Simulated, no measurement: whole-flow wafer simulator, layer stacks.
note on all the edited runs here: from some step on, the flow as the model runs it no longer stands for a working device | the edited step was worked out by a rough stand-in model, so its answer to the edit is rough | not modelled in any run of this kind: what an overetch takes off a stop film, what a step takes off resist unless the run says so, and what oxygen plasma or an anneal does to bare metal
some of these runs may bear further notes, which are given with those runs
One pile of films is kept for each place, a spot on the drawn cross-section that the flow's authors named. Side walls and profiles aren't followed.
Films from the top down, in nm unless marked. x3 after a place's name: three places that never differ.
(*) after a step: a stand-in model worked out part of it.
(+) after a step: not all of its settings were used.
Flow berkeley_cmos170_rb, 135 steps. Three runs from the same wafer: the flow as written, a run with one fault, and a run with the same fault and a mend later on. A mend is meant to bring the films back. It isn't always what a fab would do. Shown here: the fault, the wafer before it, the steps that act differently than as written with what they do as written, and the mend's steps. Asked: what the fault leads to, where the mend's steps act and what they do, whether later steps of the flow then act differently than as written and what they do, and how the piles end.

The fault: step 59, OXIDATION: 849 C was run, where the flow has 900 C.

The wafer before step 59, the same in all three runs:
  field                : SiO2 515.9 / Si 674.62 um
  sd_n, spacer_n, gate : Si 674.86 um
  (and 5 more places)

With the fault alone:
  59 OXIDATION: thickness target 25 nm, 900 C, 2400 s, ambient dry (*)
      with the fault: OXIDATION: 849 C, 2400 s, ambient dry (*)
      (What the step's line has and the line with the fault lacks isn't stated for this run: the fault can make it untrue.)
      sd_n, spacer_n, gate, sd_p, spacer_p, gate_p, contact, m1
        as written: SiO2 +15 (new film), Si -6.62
        with the fault: SiO2 +8.88 (new film), Si -3.91
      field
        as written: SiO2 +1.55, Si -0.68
        with the fault: SiO2 +0.59, Si -0.26
  Later steps of the flow that act differently than as written (31 more steps differ only slightly, by at most 2% or 0.5 nm, whichever is larger, and aren't shown):
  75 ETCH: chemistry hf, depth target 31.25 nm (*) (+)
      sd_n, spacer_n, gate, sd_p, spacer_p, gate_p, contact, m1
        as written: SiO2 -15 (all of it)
        with the fault: SiO2 -8.88 (all of it)
  At the end the piles differ from the flow's only slightly at the places that both follow, by at most 2% or 0.5 nm, whichever is larger.

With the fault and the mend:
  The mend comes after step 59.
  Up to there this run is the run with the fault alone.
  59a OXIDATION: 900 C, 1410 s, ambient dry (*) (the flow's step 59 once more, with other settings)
      sd_n, spacer_n, gate, sd_p, spacer_p, gate_p, contact, m1
        SiO2 +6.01, Si -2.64
      field
        SiO2 +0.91, Si -0.4
  No later step of the flow acts differently than as written, at any place that is followed, by more than 2% or 0.5 nm, whichever is larger.
  At the end the piles differ from the flow's only slightly at the places that both follow, by at most 2% or 0.5 nm, whichever is larger.
